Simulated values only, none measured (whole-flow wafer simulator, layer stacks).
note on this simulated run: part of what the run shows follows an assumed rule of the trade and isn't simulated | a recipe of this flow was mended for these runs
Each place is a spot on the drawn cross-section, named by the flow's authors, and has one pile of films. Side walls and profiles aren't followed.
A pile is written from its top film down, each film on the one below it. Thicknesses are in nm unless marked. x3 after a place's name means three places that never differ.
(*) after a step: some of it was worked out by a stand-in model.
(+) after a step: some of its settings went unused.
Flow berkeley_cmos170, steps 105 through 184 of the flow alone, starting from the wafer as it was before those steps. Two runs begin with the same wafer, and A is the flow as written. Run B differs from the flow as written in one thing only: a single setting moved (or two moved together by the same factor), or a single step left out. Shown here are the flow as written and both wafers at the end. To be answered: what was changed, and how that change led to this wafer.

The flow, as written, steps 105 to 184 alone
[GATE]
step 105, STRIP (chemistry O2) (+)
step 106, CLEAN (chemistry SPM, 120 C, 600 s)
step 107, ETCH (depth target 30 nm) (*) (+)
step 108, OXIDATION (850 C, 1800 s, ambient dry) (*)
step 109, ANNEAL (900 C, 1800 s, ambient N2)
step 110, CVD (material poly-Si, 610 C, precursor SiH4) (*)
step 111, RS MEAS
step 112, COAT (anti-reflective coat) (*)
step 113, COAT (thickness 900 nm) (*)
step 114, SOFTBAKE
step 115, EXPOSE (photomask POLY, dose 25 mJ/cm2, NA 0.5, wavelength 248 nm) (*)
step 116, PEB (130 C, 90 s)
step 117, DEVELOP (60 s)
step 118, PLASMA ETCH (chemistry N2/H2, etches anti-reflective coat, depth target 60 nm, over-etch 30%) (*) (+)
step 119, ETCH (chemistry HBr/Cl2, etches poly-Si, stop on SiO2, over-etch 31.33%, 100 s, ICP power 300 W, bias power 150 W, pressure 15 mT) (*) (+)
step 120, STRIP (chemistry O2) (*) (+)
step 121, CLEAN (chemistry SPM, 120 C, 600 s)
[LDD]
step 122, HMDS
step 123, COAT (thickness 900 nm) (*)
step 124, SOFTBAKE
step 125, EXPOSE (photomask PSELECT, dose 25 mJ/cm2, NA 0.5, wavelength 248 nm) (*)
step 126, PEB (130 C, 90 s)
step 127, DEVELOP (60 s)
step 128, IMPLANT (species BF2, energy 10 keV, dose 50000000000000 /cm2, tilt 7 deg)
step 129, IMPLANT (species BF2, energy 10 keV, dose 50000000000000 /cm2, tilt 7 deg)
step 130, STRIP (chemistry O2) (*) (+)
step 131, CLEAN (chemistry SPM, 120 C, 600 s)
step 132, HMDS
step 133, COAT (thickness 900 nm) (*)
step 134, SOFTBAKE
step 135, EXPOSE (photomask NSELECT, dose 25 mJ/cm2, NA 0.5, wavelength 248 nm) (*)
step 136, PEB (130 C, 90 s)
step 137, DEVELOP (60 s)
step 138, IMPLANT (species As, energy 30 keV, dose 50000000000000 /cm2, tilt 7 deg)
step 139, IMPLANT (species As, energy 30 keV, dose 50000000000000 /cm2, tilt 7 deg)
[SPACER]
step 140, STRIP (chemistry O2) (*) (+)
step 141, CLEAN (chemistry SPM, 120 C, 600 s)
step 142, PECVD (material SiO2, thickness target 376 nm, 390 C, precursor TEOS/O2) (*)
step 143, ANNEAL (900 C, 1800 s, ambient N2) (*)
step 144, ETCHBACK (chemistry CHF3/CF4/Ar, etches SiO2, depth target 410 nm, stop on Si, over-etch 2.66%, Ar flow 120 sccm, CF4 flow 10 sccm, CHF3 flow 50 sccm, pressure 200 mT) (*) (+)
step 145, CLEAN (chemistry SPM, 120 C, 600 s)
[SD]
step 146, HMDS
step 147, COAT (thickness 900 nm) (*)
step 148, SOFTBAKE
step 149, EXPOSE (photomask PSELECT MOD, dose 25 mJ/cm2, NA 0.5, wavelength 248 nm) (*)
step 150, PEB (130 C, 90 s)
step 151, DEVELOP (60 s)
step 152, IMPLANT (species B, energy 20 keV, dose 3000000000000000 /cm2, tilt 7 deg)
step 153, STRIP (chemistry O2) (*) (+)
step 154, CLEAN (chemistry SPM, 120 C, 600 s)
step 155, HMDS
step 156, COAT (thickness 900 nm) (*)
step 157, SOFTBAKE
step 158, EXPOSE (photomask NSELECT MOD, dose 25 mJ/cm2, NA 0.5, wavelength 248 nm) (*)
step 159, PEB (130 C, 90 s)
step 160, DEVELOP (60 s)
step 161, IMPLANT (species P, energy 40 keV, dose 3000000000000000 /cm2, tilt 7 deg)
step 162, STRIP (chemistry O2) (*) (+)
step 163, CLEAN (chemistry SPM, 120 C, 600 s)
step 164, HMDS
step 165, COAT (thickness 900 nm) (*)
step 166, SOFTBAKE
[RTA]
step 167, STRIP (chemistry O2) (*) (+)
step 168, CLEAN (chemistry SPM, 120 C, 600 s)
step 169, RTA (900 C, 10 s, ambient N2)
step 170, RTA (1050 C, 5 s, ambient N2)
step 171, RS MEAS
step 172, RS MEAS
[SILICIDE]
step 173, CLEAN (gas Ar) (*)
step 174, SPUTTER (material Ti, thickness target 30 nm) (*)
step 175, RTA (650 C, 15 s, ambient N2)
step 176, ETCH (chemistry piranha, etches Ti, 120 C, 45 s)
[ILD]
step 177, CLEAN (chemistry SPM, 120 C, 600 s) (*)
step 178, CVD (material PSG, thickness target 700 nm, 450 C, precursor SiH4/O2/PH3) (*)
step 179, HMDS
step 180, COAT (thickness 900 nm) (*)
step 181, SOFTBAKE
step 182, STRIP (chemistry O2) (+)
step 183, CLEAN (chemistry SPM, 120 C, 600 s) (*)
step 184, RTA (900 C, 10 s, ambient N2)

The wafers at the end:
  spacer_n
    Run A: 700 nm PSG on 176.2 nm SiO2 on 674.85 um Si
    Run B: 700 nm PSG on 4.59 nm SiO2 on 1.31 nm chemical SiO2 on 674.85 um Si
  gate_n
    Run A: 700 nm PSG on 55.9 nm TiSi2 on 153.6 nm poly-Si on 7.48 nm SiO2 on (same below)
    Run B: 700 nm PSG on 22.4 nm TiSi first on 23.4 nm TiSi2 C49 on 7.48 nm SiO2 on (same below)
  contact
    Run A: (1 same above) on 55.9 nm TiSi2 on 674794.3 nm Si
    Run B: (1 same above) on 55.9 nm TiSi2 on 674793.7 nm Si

The reason: step 110, CVD: 542 C was run, whereas the flow has 610 C.

Step by step, how the change led to this:
  step 110, CVD (material poly-Si, 610 C, precursor SiH4) (*)
      field, mark, sd_n and 10 more: A poly-Si gains 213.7 (new film) | B poly-Si gains 42.8 (new film)
  step 112, COAT (anti-reflective coat) (*)
      field: A anti-reflective coat gains 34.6 (new film) | B anti-reflective coat gains 30.3 (new film)
      sd_n: A anti-reflective coat gains 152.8 (new film) | B anti-reflective coat gains 137 (new film)
      (also at 2 further places)
  step 118, PLASMA ETCH (chemistry N2/H2, etches anti-reflective coat, depth target 60 nm, over-etch 30%) (*) (+)
      field: A anti-reflective coat loses 34.6 (all of it), poly-Si loses 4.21 | B anti-reflective coat loses 30.3 (all of it), poly-Si loses 3.79
      mark: A anti-reflective coat loses 60 (all of it), poly-Si loses 3.55 | B anti-reflective coat loses 60 (all of it), poly-Si loses 3.03
      (also at 8 further places)
  step 119, ETCH (chemistry HBr/Cl2, etches poly-Si, stop on SiO2, over-etch 31.33%, 100 s, ICP power 300 W, bias power 150 W, pressure 15 mT) (*) (+)
      spacer_n, spacer_p: A poly-Si loses 209.5 (all of it), SiO2 loses 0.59 | B poly-Si loses 39.1 (all of it), SiO2 loses 7.48 (all of it)
      mark: A poly-Si loses 210.1 (all of it), SiO2 loses 0.59 | B poly-Si loses 39.8 (all of it), SiO2 loses 7.48 (all of it)
      (also at 8 further places)
  step 120, STRIP (chemistry O2) (*) (+)
      mark, sd_n, spacer_n and 7 more: A nothing | B chemical SiO2 gains 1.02 (new film), Si loses 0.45
      gate_n: A chemical SiO2 gains 0.78 (new film), KrF-resist loses 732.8 (all of it), anti-reflective coat loses 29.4 (all of it), poly-Si loses 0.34 | B chemical SiO2 gains 0.78 (new film), KrF-resist loses 723.7 (all of it), anti-reflective coat loses 31.3 (all of it), poly-Si loses 0.34
  step 123, COAT (thickness 900 nm) (*)
      spacer_n: A KrF-resist gains 994.7 (new film) | B KrF-resist gains 972.4 (new film)
      gate_n: A KrF-resist gains 781.9 (new film) | B KrF-resist gains 922.6 (new film)
      (also at 2 further places)
  step 127, DEVELOP (60 s)
      spacer_p: A KrF-resist loses 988 (all of it) | B KrF-resist loses 966 (all of it)
      gate_p: A KrF-resist loses 775.2 (all of it) | B KrF-resist loses 915.6 (all of it)
  step 130, STRIP (chemistry O2) (*) (+)
      spacer_n: A KrF-resist loses 977.5 (all of it) | B KrF-resist loses 955.3 (all of it), chemical SiO2 gains 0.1
      gate_n: A KrF-resist loses 765.2 (all of it), chemical SiO2 gains 0.17 | B KrF-resist loses 905.6 (all of it), chemical SiO2 gains 0.17
  step 133, COAT (thickness 900 nm) (*)
      spacer_n: A KrF-resist gains 995 (new film) | B KrF-resist gains 972.4 (new film)
      gate_n: A KrF-resist gains 782.2 (new film) | B KrF-resist gains 922.5 (new film)
      (also at 2 further places)
  step 137, DEVELOP (60 s)
      spacer_n: A KrF-resist loses 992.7 (all of it) | B KrF-resist loses 970.3 (all of it)
      gate_n: A KrF-resist loses 780.5 (all of it) | B KrF-resist loses 920.5 (all of it)
  step 140, STRIP (chemistry O2) (*) (+)
      spacer_p: A KrF-resist loses 973.4 (all of it) | B KrF-resist loses 951 (all of it), chemical SiO2 gains 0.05
      gate_p: A KrF-resist loses 760.5 (all of it), chemical SiO2 gains 0.07 | B KrF-resist loses 900.6 (all of it), chemical SiO2 gains 0.07
  step 142, PECVD (material SiO2, thickness target 376 nm, 390 C, precursor TEOS/O2) (*)
      mark, sd_n, spacer_n and 7 more: A SiO2 gains 376 | B SiO2 gains 376 (new film)
  step 144, ETCHBACK (chemistry CHF3/CF4/Ar, etches SiO2, depth target 410 nm, stop on Si, over-etch 2.66%, Ar flow 120 sccm, CF4 flow 10 sccm, CHF3 flow 50 sccm, pressure 200 mT) (*) (+)
      sd_n, sd_p, contact, m1, via1, m2, via2: A SiO2 loses 366 (all of it), Si loses 3.55 | B SiO2 loses 359.1 (all of it), chemical SiO2 loses 1.31 (all of it), Si loses 3.55
      mark: A SiO2 loses 366 (all of it), Si loses 3.55 | B SiO2 loses 359.1 (all of it), chemical SiO2 loses 1.19 (all of it), Si loses 3.55
      (also at 2 further places)
  step 147, COAT (thickness 900 nm) (*)
      spacer_n: A KrF-resist gains 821 (new film) | B KrF-resist gains 946.7 (new film)
      gate_n: A KrF-resist gains 788 (new film) | B KrF-resist gains 911 (new film)
      (also at 3 further places)
  step 151, DEVELOP (60 s)
      sd_p: A KrF-resist loses 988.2 (all of it) | B KrF-resist loses 962.1 (all of it)
      spacer_p: A KrF-resist loses 813.2 (all of it) | B KrF-resist loses 939.2 (all of it)
      (also at 1 further place)
  step 153, STRIP (chemistry O2) (*) (+)
      spacer_n: A KrF-resist loses 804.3 (all of it) | B KrF-resist loses 929.6 (all of it)
      gate_n: A KrF-resist loses 771.3 (all of it), chemical SiO2 gains 0.17, poly-Si loses 0.07 | B KrF-resist loses 894 (all of it), chemical SiO2 gains 0.17, poly-Si loses 0.07
  ... 9 further steps ...
  step 184, RTA (900 C, 10 s, ambient N2)
      gate_n, gate_p: A under 1 film: TiSi2 gains 55.9 (new film), TiSi first loses 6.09 (all of it), TiSi2 C49 loses 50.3 (all of it), poly-Si loses 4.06 | B nothing
